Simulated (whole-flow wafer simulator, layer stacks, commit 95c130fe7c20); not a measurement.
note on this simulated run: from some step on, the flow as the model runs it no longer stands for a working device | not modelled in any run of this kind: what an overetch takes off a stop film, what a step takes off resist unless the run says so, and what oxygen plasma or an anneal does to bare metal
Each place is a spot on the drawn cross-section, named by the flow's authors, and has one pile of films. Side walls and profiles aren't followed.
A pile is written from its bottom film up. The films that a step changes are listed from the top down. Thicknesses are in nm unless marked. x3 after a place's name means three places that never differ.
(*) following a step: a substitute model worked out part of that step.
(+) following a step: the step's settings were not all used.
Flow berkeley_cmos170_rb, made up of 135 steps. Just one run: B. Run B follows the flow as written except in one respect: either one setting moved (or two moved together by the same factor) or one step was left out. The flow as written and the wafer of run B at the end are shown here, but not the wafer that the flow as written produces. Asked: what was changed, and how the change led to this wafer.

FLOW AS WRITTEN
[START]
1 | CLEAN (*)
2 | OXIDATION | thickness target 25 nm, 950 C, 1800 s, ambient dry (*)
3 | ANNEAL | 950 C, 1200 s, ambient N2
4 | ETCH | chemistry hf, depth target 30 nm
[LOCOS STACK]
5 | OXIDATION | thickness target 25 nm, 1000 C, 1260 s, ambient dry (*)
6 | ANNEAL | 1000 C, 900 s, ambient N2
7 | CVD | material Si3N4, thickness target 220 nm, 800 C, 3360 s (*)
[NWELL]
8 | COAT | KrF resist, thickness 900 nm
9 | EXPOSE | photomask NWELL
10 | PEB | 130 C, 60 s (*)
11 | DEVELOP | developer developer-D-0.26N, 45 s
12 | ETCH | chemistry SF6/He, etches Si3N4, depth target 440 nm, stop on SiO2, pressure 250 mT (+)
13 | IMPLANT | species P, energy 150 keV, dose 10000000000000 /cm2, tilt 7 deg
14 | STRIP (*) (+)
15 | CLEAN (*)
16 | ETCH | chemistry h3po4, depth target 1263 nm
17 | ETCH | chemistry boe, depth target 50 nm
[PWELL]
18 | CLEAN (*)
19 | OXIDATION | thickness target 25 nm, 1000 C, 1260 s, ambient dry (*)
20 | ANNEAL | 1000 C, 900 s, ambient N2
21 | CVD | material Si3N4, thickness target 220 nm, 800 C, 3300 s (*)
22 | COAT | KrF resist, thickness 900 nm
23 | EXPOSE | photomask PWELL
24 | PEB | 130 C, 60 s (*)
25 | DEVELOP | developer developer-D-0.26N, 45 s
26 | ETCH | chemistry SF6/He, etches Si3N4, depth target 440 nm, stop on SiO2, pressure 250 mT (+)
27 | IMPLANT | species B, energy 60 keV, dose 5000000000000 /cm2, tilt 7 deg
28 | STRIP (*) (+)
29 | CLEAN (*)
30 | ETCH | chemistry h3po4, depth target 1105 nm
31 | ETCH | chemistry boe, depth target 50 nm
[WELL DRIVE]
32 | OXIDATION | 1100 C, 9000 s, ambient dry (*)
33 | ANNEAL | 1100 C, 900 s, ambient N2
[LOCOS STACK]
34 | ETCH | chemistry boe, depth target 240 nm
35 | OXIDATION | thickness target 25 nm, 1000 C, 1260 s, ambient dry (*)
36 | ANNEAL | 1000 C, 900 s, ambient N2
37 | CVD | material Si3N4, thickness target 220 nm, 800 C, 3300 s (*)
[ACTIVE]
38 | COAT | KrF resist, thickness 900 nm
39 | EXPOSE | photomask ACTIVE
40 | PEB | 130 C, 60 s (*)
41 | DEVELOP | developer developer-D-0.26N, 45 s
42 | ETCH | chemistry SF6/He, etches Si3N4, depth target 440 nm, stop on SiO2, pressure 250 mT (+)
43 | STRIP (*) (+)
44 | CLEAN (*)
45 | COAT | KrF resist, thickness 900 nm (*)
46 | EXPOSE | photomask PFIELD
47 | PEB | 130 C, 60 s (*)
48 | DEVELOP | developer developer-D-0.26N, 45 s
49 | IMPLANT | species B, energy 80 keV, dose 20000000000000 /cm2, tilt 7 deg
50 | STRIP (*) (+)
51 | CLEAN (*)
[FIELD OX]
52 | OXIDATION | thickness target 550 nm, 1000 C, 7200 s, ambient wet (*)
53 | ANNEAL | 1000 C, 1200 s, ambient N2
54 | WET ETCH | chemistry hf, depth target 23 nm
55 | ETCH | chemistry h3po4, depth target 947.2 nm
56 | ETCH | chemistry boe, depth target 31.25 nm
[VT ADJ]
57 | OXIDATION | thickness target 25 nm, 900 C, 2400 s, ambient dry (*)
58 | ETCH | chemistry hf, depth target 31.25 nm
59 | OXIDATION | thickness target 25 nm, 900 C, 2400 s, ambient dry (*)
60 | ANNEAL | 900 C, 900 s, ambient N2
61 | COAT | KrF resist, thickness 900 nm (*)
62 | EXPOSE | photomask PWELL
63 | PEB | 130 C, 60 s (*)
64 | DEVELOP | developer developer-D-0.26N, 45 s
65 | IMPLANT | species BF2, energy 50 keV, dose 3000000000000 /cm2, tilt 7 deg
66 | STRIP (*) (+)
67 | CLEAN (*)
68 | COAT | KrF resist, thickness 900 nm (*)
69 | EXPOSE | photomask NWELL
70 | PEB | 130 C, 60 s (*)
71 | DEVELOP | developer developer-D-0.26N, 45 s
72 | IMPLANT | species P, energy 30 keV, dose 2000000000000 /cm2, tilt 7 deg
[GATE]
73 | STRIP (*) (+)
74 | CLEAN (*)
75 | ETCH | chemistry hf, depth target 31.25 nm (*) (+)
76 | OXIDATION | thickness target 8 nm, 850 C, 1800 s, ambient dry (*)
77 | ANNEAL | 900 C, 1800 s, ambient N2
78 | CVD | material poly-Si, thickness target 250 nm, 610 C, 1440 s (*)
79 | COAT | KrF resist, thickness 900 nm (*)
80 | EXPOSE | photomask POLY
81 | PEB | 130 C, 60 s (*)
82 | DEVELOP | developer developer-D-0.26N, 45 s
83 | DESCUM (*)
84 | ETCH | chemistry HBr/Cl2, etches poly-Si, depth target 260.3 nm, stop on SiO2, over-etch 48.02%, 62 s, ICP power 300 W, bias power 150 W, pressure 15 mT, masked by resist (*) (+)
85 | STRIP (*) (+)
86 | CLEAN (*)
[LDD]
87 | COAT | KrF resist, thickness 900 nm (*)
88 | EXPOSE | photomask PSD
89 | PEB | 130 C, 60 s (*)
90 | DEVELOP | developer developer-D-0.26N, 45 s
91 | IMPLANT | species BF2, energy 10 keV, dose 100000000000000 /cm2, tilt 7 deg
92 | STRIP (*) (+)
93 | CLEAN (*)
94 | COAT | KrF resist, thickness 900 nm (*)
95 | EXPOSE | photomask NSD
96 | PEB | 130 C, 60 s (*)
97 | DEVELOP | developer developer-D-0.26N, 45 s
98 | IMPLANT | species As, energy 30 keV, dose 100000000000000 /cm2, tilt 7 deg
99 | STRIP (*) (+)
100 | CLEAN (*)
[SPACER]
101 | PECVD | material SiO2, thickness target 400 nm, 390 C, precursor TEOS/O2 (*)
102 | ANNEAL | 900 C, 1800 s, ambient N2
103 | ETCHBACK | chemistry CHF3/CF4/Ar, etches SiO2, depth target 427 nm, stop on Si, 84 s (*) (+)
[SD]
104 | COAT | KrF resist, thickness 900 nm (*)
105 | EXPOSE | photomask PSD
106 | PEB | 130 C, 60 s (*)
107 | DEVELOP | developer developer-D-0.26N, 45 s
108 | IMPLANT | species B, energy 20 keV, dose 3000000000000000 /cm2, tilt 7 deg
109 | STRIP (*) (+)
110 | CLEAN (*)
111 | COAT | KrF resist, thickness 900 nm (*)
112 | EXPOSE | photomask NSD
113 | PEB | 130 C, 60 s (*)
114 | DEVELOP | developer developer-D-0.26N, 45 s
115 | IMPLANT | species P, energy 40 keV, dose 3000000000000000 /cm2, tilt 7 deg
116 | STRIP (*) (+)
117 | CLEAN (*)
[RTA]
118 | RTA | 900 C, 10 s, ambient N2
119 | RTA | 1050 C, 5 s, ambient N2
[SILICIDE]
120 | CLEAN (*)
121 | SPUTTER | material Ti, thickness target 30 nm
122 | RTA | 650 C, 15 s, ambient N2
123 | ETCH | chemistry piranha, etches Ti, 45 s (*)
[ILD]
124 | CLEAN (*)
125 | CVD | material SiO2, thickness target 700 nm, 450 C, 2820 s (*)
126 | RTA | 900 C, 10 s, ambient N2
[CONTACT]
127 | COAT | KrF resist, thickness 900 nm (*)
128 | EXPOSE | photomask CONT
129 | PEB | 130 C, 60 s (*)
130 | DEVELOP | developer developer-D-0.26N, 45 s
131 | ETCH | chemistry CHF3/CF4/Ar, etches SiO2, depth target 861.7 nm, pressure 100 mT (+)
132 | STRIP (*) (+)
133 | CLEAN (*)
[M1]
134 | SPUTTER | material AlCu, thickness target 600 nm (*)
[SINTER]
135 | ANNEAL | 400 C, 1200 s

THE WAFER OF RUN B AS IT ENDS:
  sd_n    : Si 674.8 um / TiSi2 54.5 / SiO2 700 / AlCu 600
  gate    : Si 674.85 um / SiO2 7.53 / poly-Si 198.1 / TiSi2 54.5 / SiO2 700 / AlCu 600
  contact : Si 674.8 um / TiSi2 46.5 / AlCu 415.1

What caused this: step 122, RTA: 7 s was run, though the flow has 15 s.

Step by step, how the change led to this:
  122 | RTA | 650 C, 15 s, ambient N2
      sd_n, contact, m1: -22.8 Ti, +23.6 TiSi first (new film), +22.8 TiSi2 C49 (new film), -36 Si (in the flow as written it would be: -23.4 Ti, +6.2 TiSi first (new film), +50.3 TiSi2 C49 (new film), -49 Si)
      gate, gate_p: -22.8 Ti, +23.6 TiSi first (new film), +22.8 TiSi2 C49 (new film), -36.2 poly-Si (in the flow as written it would be: -23.4 Ti, +6.2 TiSi first (new film), +50.3 TiSi2 C49 (new film), -49.2 poly-Si)
      (also at 1 further place)
  123 | ETCH | chemistry piranha, etches Ti, 45 s (*)
      sd_n, gate, gate_p, contact, m1: -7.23 Ti (all of it) (in the flow as written it would be: -6.6 Ti (all of it))
  126 | RTA | 900 C, 10 s, ambient N2
      sd_n, contact, m1: under 1 film: +54.5 TiSi2 (new film), -23.6 TiSi first (all of it), -22.8 TiSi2 C49 (all of it), -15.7 Si (in the flow as written it would be: under 1 film: +56 TiSi2 (new film), -6.2 TiSi first (all of it), -50.3 TiSi2 C49 (all of it), -4.12 Si)
      gate, gate_p: under 1 film: +54.5 TiSi2 (new film), -23.6 TiSi first (all of it), -22.8 TiSi2 C49 (all of it), -15.7 poly-Si (in the flow as written it would be: under 1 film: +56 TiSi2 (new film), -6.2 TiSi first (all of it), -50.3 TiSi2 C49 (all of it), -4.13 poly-Si)
      (also at 1 further place)
